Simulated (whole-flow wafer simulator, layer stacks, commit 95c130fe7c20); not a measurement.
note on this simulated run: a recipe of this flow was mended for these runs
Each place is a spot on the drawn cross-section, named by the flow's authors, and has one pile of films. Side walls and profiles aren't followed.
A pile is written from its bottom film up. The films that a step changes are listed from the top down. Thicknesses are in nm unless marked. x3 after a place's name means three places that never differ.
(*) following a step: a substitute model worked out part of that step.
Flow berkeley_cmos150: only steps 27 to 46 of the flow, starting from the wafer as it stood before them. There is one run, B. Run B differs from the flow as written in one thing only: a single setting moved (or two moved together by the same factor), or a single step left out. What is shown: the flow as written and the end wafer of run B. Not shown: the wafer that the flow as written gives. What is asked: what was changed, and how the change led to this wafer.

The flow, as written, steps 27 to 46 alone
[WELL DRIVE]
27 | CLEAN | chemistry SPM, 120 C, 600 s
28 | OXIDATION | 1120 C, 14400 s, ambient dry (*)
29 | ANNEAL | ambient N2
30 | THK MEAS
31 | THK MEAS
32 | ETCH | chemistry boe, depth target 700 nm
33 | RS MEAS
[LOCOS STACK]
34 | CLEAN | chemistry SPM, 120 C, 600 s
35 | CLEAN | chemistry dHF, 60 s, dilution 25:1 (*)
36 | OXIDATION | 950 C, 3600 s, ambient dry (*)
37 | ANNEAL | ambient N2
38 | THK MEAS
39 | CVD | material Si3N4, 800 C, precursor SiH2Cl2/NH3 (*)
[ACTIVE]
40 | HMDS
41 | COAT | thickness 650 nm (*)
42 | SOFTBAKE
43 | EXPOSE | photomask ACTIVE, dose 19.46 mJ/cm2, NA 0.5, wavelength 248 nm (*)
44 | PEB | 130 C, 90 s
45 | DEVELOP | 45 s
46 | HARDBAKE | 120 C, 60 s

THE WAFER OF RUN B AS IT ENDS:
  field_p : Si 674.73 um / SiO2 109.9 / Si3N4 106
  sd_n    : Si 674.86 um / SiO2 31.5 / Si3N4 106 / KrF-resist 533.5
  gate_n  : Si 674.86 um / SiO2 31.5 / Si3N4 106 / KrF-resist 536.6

What caused this: step 32, ETCH: depth target 448 nm was run, whereas the flow has depth target 700 nm.

The path from the change to this, step by step:
  32 | ETCH | chemistry boe, depth target 700 nm
      field_p, sd_p, gate_p: -448 SiO2 (it would be, as written: -555.5 SiO2 (all of it))
  34 | CLEAN | chemistry SPM, 120 C, 600 s
      field_p, sd_p, gate_p: nothing (it would be, as written: +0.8 chemical SiO2 (new film), -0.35 Si)
  35 | CLEAN | chemistry dHF, 60 s, dilution 25:1 (*)
      field_p, sd_p, gate_p: -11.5 SiO2 (it would be, as written: -0.8 chemical SiO2 (all of it))
  36 | OXIDATION | 950 C, 3600 s, ambient dry (*)
      field_p, sd_p, gate_p: +13.9 SiO2, -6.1 Si (it would be, as written: +31.5 SiO2 (new film), -13.8 Si)
  41 | COAT | thickness 650 nm (*)
      field_p: +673 KrF-resist (new film) (it would be, as written: +715.2 KrF-resist (new film))
      sd_p: +666 KrF-resist (new film) (it would be, as written: +694.3 KrF-resist (new film))
      (also at 1 further place)
  45 | DEVELOP | 45 s
      field_p: -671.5 KrF-resist (all of it) (it would be, as written: -713.6 KrF-resist (all of it))
  46 | HARDBAKE | 120 C, 60 s
      sd_p: -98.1 KrF-resist (it would be, as written: -102.4 KrF-resist)
      gate_p: -97.9 KrF-resist (it would be, as written: -101.7 KrF-resist)
